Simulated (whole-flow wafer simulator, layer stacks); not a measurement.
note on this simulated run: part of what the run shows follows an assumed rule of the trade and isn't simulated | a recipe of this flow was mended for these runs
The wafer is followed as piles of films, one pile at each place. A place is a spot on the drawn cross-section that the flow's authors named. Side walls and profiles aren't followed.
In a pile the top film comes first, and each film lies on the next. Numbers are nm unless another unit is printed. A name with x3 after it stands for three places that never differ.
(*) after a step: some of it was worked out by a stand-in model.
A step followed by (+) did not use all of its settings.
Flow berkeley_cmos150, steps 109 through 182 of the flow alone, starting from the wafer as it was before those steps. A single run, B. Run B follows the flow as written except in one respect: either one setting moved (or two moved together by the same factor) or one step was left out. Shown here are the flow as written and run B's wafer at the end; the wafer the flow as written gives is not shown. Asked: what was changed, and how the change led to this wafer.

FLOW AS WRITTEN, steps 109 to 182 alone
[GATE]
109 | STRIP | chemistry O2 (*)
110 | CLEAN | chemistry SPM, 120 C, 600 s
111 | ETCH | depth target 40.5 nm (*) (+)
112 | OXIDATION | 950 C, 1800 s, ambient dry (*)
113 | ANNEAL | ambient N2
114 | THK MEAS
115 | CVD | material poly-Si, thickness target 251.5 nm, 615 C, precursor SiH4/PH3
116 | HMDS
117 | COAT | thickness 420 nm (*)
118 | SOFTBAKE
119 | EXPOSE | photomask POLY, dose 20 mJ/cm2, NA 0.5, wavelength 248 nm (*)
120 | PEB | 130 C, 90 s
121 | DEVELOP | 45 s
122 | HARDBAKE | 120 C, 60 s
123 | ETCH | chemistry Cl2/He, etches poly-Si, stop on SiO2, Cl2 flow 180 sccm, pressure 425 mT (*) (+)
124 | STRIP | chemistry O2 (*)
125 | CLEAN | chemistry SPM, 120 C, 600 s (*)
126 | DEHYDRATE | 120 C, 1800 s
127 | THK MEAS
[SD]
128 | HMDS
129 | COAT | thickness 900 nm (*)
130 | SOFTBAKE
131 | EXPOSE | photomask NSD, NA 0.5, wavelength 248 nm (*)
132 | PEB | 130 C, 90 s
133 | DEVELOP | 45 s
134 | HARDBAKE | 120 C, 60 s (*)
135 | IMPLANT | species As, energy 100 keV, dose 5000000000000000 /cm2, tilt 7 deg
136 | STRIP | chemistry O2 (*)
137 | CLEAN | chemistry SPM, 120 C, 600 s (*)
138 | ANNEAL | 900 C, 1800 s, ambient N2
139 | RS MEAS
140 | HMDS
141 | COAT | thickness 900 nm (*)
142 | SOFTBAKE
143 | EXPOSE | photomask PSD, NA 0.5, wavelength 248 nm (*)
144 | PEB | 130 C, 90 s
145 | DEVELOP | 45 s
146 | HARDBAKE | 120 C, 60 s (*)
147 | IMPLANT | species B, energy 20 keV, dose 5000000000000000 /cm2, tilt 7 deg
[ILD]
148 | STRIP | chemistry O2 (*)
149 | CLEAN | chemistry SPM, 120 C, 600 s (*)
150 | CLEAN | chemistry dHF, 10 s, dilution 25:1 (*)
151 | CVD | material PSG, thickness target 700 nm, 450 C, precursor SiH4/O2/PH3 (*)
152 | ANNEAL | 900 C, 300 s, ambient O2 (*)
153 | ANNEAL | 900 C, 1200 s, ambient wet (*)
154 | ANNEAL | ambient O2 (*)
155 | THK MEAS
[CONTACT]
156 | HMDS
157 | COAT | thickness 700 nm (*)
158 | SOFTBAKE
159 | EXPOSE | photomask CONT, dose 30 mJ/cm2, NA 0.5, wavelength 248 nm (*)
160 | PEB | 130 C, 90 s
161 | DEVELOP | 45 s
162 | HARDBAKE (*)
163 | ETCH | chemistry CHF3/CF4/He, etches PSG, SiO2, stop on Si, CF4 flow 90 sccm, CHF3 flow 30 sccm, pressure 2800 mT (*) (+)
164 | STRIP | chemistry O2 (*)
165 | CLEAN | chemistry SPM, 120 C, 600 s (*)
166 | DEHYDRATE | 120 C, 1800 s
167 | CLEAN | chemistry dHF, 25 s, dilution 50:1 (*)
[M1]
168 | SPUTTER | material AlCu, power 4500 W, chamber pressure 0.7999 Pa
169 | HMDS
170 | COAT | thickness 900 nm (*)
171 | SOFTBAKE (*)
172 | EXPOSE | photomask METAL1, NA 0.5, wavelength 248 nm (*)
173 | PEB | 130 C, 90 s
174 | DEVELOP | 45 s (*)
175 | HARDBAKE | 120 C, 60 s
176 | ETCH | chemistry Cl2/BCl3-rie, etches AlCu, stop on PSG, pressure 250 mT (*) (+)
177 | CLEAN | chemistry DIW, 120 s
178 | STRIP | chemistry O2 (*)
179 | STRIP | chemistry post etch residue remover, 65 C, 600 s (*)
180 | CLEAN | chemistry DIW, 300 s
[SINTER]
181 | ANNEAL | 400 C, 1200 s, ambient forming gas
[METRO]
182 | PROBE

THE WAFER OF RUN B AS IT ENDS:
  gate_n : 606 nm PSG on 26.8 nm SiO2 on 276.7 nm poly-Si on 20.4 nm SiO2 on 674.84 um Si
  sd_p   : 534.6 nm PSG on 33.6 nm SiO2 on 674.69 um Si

What caused this: step 115, CVD: thickness target 289.2 nm was run, whereas the flow has thickness target 251.5 nm.

Step by step, how the change led to this:
  115 | CVD | material poly-Si, thickness target 251.5 nm, 615 C, precursor SiH4/PH3
      field, field_p, sd_n, gate_n, sd_p, gate_p, contact, m1: poly-Si gains 289.2 (new film) (it would be, as written: poly-Si gains 251.5 (new film))
  123 | ETCH | chemistry Cl2/He, etches poly-Si, stop on SiO2, Cl2 flow 180 sccm, pressure 425 mT (*) (+)
      field, field_p, sd_n, sd_p, contact, m1: poly-Si loses 289.2 (all of it), SiO2 loses 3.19 (it would be, as written: poly-Si loses 251.5 (all of it), SiO2 loses 3.19)
      gate_n, gate_p: KrF-resist loses 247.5 (it would be, as written: KrF-resist loses 220.6)
  124 | STRIP | chemistry O2 (*)
      gate_n: chemical SiO2 gains 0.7 (new film), KrF-resist loses 148.3 (all of it), poly-Si loses 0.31 (it would be, as written: chemical SiO2 gains 0.69 (new film), KrF-resist loses 176.1 (all of it), poly-Si loses 0.3)
      gate_p: chemical SiO2 gains 0.7 (new film), KrF-resist loses 185.4 (all of it), poly-Si loses 0.31 (it would be, as written: chemical SiO2 gains 0.69 (new film), KrF-resist loses 213.2 (all of it), poly-Si loses 0.3)
  129 | COAT | thickness 900 nm (*)
      gate_n: thick-KrF-resist gains 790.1 (new film) (it would be, as written: thick-KrF-resist gains 819.9 (new film))
      gate_p: thick-KrF-resist gains 858.2 (new film) (it would be, as written: thick-KrF-resist gains 888.9 (new film))
  133 | DEVELOP | 45 s
      gate_n: thick-KrF-resist loses 788.3 (all of it) (it would be, as written: thick-KrF-resist loses 818.1 (all of it))
  136 | STRIP | chemistry O2 (*)
      gate_p: thick-KrF-resist loses 842.8 (all of it), chemical SiO2 gains 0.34, poly-Si loses 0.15 (it would be, as written: thick-KrF-resist loses 873.6 (all of it), chemical SiO2 gains 0.34, poly-Si loses 0.15)
  141 | COAT | thickness 900 nm (*)
      gate_n: thick-KrF-resist gains 789.8 (new film) (it would be, as written: thick-KrF-resist gains 819.7 (new film))
      gate_p: thick-KrF-resist gains 858 (new film) (it would be, as written: thick-KrF-resist gains 888.8 (new film))
  145 | DEVELOP | 45 s
      gate_p: thick-KrF-resist loses 856 (all of it) (it would be, as written: thick-KrF-resist loses 886.7 (all of it))
  148 | STRIP | chemistry O2 (*)
      gate_n: thick-KrF-resist loses 774.7 (all of it), chemical SiO2 gains 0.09, poly-Si loses 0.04 (it would be, as written: thick-KrF-resist loses 804.5 (all of it), chemical SiO2 gains 0.09, poly-Si loses 0.04)
  157 | COAT | thickness 700 nm (*)
      gate_n: KrF-resist gains 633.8 (new film) (it would be, as written: KrF-resist gains 650.5 (new film))
      gate_p: KrF-resist gains 678.6 (new film) (it would be, as written: KrF-resist gains 695.2 (new film))
  164 | STRIP | chemistry O2 (*)
      gate_n: KrF-resist loses 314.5 (all of it) (it would be, as written: KrF-resist loses 331.2 (all of it))
      gate_p: KrF-resist loses 359.2 (all of it) (it would be, as written: KrF-resist loses 375.7 (all of it))
  170 | COAT | thickness 900 nm (*)
      gate_n: thick-KrF-resist gains 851 (new film) (it would be, as written: thick-KrF-resist gains 873.3 (new film))
      gate_p: thick-KrF-resist gains 912 (new film) (it would be, as written: thick-KrF-resist gains 933.8 (new film))
  174 | DEVELOP | 45 s (*)
      gate_n: thick-KrF-resist loses 849 (all of it), AlCu loses 10 (it would be, as written: thick-KrF-resist loses 871.2 (all of it), AlCu loses 10)
      gate_p: thick-KrF-resist loses 909.9 (all of it), AlCu loses 10 (it would be, as written: thick-KrF-resist loses 931.6 (all of it), AlCu loses 10)
